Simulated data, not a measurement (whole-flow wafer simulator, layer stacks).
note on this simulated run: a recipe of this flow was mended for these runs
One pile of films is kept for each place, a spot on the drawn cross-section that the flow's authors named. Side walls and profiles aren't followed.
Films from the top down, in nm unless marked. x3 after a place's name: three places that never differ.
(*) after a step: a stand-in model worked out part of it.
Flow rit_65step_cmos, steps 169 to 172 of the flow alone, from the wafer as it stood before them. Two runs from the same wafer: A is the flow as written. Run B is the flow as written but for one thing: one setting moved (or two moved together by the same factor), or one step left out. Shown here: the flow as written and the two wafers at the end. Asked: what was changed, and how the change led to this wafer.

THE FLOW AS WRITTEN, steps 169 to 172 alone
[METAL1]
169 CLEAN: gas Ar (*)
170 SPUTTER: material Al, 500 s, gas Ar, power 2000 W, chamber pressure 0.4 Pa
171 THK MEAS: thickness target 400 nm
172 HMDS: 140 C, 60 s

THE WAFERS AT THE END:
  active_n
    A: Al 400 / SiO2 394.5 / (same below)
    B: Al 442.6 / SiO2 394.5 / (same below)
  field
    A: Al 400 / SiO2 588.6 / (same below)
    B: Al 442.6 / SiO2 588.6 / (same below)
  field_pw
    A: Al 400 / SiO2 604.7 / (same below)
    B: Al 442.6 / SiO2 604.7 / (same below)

The cause: step 170, SPUTTER: power 2213 W was run, where the flow has power 2000 W.

How the change led to this, step by step:
  170 SPUTTER: material Al, 500 s, gas Ar, power 2000 W, chamber pressure 0.4 Pa
      field, field_pw, field_nw and 10 more: A Al +400 (new film) | B Al +442.6 (new film)
      contact: A Al +255.4 (new film) | B Al +279.9 (new film)
